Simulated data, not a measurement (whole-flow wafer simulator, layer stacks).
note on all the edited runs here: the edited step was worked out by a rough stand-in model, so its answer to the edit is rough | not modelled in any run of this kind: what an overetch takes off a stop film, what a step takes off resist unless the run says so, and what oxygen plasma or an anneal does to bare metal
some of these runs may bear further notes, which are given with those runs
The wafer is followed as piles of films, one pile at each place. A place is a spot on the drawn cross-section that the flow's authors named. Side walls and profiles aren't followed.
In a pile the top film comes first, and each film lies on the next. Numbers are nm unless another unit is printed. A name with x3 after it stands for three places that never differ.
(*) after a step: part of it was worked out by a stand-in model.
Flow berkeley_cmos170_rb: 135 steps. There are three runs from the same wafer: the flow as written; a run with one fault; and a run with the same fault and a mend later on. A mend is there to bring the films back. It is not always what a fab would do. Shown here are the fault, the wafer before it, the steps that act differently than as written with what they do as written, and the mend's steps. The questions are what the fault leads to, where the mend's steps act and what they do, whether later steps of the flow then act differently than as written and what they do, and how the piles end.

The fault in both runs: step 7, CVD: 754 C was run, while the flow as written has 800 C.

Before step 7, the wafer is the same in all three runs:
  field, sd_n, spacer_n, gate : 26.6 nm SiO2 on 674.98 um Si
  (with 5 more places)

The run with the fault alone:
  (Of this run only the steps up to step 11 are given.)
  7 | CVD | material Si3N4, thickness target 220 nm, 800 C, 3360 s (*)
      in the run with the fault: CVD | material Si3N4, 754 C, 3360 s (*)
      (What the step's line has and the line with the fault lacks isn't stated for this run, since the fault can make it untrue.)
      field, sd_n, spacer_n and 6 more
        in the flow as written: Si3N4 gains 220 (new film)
        in the run with the fault: Si3N4 gains 106.5 (new film)
  Later steps of the flow up to step 11 that are run all act as written at every place that is followed.
  After step 11, at field, sd_n, spacer_n and 6 more, the piles differ from the flow's by more than 2% or 0.5 nm, whichever is larger.
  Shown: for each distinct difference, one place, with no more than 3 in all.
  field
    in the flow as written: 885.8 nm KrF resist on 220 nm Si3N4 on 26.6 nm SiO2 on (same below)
    in the run with the fault: 885.8 nm KrF resist on 106.5 nm Si3N4 on 26.6 nm SiO2 on (same below)
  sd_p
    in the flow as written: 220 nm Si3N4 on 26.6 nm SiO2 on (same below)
    in the run with the fault: 106.5 nm Si3N4 on 26.6 nm SiO2 on (same below)

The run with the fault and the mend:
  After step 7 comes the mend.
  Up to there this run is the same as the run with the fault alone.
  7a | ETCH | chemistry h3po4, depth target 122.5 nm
      field, sd_n, spacer_n and 6 more
        Si3N4 loses 106.5 (all of it)
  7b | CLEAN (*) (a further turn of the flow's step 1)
      alters no film at any place that is followed
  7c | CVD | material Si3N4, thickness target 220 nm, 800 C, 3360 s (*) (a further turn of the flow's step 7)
      field, sd_n, spacer_n and 6 more
        Si3N4 gains 220 (new film)
  Later steps of the flow that are run all act as written at every place that is followed.
  The piles end the same as the flow's at every place that both follow.
